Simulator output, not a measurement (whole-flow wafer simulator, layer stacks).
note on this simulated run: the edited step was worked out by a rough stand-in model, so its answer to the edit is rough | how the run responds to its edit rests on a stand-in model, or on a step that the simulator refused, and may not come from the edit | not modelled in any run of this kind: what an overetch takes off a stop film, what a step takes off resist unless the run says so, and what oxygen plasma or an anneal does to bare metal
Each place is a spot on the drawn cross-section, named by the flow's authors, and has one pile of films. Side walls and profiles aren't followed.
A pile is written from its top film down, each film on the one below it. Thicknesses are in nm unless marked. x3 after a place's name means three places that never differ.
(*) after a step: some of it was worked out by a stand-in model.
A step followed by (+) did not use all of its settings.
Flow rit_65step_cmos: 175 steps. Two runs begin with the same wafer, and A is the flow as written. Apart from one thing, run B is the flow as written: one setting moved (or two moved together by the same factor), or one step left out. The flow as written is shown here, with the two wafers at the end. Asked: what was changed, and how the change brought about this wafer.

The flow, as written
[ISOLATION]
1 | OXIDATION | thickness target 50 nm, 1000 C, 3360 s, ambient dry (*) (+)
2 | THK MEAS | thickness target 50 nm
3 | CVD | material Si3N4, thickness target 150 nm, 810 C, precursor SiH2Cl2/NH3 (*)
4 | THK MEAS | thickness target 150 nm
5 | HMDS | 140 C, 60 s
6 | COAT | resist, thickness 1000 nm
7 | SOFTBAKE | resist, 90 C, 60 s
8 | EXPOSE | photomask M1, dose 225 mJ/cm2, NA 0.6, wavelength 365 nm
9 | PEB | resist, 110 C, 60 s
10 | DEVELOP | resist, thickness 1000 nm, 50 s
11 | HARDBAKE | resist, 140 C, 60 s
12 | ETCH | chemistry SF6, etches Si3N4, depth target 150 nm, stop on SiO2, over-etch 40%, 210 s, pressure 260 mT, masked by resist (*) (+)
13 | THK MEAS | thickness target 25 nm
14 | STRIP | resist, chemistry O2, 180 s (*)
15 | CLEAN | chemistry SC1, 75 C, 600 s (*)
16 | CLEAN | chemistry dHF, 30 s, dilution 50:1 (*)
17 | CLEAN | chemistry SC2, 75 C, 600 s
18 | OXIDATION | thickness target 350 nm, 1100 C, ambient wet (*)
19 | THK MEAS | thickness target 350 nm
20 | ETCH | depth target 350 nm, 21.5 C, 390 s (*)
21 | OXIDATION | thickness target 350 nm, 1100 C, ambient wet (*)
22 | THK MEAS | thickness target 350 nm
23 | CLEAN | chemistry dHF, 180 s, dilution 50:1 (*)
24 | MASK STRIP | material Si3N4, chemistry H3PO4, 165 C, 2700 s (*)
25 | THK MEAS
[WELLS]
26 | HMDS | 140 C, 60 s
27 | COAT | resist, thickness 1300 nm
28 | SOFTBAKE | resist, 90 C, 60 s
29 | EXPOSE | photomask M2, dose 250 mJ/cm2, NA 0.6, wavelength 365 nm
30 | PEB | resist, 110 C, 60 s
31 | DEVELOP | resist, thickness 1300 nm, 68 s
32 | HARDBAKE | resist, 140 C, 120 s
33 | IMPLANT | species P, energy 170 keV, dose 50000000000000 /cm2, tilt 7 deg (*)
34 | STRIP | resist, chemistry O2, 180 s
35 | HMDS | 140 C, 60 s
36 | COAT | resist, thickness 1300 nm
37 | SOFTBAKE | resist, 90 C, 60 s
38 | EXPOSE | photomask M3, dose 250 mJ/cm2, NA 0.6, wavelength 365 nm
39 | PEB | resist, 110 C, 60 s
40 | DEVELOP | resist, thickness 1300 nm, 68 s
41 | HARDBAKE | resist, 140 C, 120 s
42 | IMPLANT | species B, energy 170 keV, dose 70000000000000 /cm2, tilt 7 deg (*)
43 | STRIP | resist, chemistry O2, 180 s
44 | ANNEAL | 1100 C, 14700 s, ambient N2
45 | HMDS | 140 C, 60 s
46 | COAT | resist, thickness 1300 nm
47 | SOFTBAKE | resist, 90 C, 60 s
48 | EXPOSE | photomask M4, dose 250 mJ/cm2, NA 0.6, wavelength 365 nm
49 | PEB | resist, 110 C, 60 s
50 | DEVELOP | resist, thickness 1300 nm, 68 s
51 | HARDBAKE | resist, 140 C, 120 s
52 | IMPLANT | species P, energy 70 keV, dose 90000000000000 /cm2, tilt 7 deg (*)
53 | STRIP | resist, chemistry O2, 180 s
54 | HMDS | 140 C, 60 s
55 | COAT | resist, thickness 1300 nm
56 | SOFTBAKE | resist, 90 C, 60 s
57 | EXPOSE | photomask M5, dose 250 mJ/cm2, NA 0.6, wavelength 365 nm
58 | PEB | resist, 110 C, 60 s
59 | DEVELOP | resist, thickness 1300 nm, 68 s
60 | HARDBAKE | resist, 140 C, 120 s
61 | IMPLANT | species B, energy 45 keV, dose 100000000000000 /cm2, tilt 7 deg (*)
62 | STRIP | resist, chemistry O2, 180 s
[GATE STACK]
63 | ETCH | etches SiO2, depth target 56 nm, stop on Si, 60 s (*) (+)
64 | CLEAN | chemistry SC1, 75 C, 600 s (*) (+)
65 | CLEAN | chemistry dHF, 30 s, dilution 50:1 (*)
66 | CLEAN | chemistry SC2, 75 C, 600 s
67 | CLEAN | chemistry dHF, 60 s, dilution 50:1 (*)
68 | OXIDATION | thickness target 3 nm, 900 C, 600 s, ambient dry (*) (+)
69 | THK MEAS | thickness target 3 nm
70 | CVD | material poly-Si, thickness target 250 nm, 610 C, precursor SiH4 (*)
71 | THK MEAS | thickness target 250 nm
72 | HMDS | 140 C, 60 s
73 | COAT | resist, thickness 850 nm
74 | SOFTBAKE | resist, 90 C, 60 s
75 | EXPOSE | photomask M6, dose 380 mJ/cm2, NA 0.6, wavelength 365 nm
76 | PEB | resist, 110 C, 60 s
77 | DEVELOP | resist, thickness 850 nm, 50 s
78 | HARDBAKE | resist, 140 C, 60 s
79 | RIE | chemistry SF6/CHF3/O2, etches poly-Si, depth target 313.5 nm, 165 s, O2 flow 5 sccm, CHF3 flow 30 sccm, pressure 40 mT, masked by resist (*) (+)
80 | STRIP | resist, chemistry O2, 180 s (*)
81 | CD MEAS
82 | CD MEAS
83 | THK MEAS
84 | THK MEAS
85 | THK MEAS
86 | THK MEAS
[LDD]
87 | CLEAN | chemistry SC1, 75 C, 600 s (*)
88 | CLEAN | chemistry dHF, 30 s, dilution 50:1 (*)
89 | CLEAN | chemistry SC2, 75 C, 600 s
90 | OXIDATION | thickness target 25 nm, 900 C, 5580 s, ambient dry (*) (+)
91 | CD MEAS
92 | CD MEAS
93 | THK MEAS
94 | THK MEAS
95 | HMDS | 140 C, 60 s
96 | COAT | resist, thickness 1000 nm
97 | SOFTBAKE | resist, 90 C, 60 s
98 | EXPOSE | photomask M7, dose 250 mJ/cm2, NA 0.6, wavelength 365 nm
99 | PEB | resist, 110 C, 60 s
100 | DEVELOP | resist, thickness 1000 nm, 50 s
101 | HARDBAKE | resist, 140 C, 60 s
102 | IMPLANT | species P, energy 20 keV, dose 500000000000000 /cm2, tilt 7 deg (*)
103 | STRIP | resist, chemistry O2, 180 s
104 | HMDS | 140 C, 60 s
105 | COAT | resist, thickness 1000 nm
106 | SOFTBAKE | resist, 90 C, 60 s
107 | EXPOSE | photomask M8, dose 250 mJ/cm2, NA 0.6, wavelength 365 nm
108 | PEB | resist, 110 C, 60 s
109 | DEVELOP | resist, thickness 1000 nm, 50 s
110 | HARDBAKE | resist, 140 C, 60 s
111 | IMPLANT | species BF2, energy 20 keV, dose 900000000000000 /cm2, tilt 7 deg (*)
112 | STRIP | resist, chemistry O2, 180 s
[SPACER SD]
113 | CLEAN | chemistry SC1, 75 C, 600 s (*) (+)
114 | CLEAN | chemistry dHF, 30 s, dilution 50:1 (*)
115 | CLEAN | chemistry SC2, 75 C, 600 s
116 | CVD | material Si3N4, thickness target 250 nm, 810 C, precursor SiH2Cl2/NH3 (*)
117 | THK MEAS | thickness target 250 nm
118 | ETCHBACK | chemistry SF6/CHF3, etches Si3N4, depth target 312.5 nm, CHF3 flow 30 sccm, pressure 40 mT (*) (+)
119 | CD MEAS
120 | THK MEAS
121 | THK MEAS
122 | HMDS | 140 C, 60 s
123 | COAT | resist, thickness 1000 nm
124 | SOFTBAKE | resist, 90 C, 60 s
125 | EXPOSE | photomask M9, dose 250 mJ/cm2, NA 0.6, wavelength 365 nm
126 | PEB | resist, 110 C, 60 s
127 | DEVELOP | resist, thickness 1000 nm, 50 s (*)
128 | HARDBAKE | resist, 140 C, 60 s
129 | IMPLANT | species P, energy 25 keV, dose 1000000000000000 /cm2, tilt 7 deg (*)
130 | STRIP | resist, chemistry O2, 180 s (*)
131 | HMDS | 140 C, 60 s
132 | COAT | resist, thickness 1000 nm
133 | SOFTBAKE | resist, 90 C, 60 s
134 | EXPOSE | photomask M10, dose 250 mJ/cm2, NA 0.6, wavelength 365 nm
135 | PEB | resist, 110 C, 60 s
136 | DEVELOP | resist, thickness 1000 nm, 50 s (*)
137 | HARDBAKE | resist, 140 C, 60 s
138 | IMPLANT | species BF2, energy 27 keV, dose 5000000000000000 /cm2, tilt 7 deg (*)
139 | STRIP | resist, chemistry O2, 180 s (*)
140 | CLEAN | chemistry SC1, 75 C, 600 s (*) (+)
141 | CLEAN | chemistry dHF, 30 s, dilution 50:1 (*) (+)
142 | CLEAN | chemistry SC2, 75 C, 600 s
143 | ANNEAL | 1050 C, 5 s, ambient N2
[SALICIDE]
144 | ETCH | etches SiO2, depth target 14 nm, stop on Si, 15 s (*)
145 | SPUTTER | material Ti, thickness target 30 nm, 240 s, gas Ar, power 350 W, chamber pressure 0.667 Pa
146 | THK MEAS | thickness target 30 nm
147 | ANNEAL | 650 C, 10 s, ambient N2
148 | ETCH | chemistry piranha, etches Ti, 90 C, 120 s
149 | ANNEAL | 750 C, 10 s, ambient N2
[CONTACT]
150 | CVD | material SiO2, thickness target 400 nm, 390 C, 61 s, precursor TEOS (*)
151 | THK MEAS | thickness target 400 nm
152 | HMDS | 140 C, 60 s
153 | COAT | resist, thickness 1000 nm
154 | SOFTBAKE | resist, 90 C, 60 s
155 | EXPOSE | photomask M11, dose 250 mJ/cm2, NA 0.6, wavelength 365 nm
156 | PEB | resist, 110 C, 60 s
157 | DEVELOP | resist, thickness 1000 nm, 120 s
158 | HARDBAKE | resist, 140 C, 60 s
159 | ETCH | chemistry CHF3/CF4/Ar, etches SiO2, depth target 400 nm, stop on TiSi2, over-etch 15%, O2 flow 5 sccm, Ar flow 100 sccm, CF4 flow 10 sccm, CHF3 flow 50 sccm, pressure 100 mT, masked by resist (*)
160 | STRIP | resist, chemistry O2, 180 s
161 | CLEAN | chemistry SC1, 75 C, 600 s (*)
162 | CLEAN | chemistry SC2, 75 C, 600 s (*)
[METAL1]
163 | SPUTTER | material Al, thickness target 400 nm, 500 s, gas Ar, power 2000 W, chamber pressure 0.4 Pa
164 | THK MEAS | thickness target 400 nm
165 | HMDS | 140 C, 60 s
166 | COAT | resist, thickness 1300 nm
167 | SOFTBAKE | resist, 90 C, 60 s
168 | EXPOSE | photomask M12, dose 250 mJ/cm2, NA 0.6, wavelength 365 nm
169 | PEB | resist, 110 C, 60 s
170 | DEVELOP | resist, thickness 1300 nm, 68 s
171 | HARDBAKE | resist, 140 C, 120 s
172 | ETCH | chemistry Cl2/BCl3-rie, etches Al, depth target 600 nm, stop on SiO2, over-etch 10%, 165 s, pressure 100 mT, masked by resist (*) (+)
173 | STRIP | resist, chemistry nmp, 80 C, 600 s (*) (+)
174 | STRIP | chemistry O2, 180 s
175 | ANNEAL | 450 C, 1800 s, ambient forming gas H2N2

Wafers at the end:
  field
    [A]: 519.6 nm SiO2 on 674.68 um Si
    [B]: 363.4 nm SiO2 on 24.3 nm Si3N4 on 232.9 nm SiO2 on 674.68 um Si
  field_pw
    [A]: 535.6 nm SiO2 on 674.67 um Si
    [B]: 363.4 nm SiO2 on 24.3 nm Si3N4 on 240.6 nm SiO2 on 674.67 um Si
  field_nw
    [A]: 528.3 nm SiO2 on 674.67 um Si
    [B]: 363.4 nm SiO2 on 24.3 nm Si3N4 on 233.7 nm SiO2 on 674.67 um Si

Cause: step 116, CVD: thickness target 338 nm was run, whereas the flow has thickness target 250 nm.

The path from the change to this, step by step:
  116 | CVD | material Si3N4, thickness target 250 nm, 810 C, precursor SiH2Cl2/NH3 (*)
      field, field_pw, field_nw and 11 more: A +250 Si3N4 (new film) | B +338 Si3N4 (new film)
  118 | ETCHBACK | chemistry SF6/CHF3, etches Si3N4, depth target 312.5 nm, CHF3 flow 30 sccm, pressure 40 mT (*) (+)
      field, field_pw, field_nw, field_p: A -250 Si3N4 (all of it), -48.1 SiO2 | B -312.5 Si3N4
      gate_n: A -250 Si3N4 (all of it), -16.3 SiO2 (all of it), -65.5 poly-Si | B -312.5 Si3N4
      (and at 3 other places as well)
  123 | COAT | resist, thickness 1000 nm
      field: A +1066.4 resist (new film) | B +1044.2 resist (new film)
      field_p: A +1073.5 resist (new film) | B +1051.3 resist (new film)
      (and at 4 other places as well)
  126 | PEB | resist, 110 C, 60 s
      gate_n, gate_p: A -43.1 resist | B -40 resist
      field: A -55.6 resist | B -54.3 resist
      (and at 3 other places as well)
  127 | DEVELOP | resist, thickness 1000 nm, 50 s (*)
      field: A -1010.9 resist (all of it) | B -989.9 resist (all of it)
      gate_n: A -791.9 resist (all of it) | B -737.2 resist (all of it)
      (and at 1 other place as well)
  128 | HARDBAKE | resist, 140 C, 60 s
      field_nw: A -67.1 resist | B -65.7 resist
      field_p: A -68.8 resist | B -67.2 resist
      (and at 2 other places as well)
  130 | STRIP | resist, chemistry O2, 180 s (*)
      gate_n: A +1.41 chemical SiO2 (new film), -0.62 poly-Si | B nothing
      gate_p: A +1.31 chemical SiO2 (new film), -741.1 resist (all of it), -0.58 poly-Si | B -689.7 resist (all of it)
      (and at 2 other places as well)
  132 | COAT | resist, thickness 1000 nm
      field: A +1067 resist (new film) | B +1044.2 resist (new film)
      field_p: A +1074 resist (new film) | B +1051.3 resist (new film)
      (and at 4 other places as well)
  135 | PEB | resist, 110 C, 60 s
      gate_n, gate_p: A -43.1 resist | B -40 resist
      spacer, spacer_p: A -42 resist | B -53.7 resist
      (and at 2 other places as well)
  136 | DEVELOP | resist, thickness 1000 nm, 50 s (*)
      field_p: A -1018 resist (all of it) | B -996.5 resist (all of it)
      gate_p: A -792.8 resist (all of it) | B -737.4 resist (all of it)
      (and at 1 other place as well)
  137 | HARDBAKE | resist, 140 C, 60 s
      field: A -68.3 resist | B -66.3 resist
      field_nw: A -67.1 resist | B -65.7 resist
      (and at 2 other places as well)
  139 | STRIP | resist, chemistry O2, 180 s (*)
      gate_n: A -740 resist (all of it), +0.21 chemical SiO2, -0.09 poly-Si | B -689.5 resist (all of it)
      field: A -943.1 resist (all of it) | B -923.6 resist (all of it)
      (and at 1 other place as well)
  140 | CLEAN | chemistry SC1, 75 C, 600 s (*) (+)
      field, field_pw, field_nw, field_p: A -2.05 SiO2 | B -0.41 Si3N4
      gate_n, gate_p: A -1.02 chemical SiO2, -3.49 poly-Si | B -0.41 Si3N4
  141 | CLEAN | chemistry dHF, 30 s, dilution 50:1 (*) (+)
      field, field_p: A -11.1 SiO2 | B -0.43 Si3N4
      field_pw, field_nw: A -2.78 SiO2 | B -0.43 Si3N4
      (and at 2 other places as well)
  144 | ETCH | etches SiO2, depth target 14 nm, stop on Si, 15 s (*)
      field, field_pw, field_nw, field_p: A -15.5 SiO2 | B -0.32 Si3N4
  145 | SPUTTER | material Ti, thickness target 30 nm, 240 s, gas Ar, power 350 W, chamber pressure 0.667 Pa
      gate_n: A +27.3 Ti (new film) | B +30 Ti (new film)
      gate_p: A +27.2 Ti (new film) | B +30 Ti (new film)
  ... 10 further steps ...
  170 | DEVELOP | resist, thickness 1300 nm, 68 s
      field: A -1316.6 resist (all of it) | B -1268.6 resist (all of it)
      field_pw: A -1285.5 resist (all of it) | B -1256.7 resist (all of it)
      (and at 6 other places as well)
